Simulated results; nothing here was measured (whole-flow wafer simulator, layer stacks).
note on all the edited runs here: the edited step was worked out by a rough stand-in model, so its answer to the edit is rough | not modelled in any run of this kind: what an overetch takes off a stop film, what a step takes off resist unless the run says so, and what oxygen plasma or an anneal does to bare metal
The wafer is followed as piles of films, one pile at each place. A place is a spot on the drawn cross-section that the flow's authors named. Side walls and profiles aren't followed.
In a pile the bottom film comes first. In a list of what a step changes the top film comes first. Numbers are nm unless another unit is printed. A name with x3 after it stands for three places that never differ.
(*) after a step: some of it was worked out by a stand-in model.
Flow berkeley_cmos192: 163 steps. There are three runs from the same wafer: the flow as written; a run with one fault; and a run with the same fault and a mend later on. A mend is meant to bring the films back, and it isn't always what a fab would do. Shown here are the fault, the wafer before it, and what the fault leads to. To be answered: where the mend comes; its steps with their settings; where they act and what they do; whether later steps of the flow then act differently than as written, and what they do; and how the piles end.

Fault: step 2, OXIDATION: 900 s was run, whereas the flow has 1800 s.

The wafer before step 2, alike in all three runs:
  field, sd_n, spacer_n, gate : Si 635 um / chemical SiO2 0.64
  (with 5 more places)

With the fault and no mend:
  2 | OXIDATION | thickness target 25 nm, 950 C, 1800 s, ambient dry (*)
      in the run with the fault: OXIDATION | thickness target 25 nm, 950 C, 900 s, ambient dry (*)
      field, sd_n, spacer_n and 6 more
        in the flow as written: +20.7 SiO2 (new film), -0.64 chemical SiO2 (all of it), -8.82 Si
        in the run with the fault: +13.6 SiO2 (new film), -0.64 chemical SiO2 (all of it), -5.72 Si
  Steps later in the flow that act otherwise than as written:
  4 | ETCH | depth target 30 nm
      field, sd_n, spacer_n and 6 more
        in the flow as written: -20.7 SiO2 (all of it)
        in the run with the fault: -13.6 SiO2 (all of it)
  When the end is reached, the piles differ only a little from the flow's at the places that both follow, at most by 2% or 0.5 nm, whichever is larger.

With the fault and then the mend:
  The mend follows step 2.
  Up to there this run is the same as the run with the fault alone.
  2a | OXIDATION | thickness target 25 nm, 950 C, 900 s, ambient dry (*) (the flow's step 2, run once more with other settings)
      field, sd_n, spacer_n and 6 more
        +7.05 SiO2, -3.1 Si
  Later steps of the flow that are run all act as written at every place that is followed.
  At every place that both follow, the piles at the end match the flow's.
